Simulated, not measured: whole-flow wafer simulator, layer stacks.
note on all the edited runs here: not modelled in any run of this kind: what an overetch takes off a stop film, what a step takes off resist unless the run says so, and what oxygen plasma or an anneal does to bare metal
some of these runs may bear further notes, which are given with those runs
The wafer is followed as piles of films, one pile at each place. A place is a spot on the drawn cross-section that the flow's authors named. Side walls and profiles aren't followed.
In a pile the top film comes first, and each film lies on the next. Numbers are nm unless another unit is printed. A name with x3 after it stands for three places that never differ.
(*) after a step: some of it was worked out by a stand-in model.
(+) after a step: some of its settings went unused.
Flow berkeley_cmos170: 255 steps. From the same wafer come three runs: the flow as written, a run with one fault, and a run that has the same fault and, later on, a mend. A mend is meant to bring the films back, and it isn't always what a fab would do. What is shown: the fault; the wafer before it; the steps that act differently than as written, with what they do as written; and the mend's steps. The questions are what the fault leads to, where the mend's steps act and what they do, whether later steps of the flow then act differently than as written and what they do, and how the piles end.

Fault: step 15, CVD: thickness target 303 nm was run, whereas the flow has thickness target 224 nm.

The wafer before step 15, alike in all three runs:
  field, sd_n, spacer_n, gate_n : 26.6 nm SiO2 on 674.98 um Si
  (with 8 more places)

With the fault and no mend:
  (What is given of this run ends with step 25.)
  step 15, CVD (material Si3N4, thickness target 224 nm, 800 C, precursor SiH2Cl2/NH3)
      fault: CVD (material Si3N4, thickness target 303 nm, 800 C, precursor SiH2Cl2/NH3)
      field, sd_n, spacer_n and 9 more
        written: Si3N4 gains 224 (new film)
        fault: Si3N4 gains 303 (new film)
  Steps further on in the flow that do not act as written:
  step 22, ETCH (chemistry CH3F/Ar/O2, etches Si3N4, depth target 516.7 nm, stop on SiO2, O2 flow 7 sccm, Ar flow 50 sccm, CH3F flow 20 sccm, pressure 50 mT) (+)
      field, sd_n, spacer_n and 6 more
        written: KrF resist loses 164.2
        fault: KrF resist loses 216.9
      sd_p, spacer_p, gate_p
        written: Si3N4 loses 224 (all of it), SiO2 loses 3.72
        fault: Si3N4 loses 303 (all of it), SiO2 loses 3.72
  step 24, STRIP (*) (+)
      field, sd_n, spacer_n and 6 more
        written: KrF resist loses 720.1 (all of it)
        fault: KrF resist loses 667.5 (all of it)
  Once step 25 is done, the piles at field, sd_n, spacer_n and 6 more depart from the flow's by more than 2% or 0.5 nm, whichever is larger.
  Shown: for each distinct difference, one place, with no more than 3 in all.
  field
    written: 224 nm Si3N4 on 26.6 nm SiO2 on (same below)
    fault: 303 nm Si3N4 on 26.6 nm SiO2 on (same below)

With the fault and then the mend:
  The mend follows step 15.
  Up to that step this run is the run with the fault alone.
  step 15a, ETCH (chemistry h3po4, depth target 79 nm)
      field, sd_n, spacer_n and 9 more
        Si3N4 loses 79
  Every later step of the flow that is run acts as written at every place that is followed.
  By the end, the piles equal the flow's at every place that both follow.
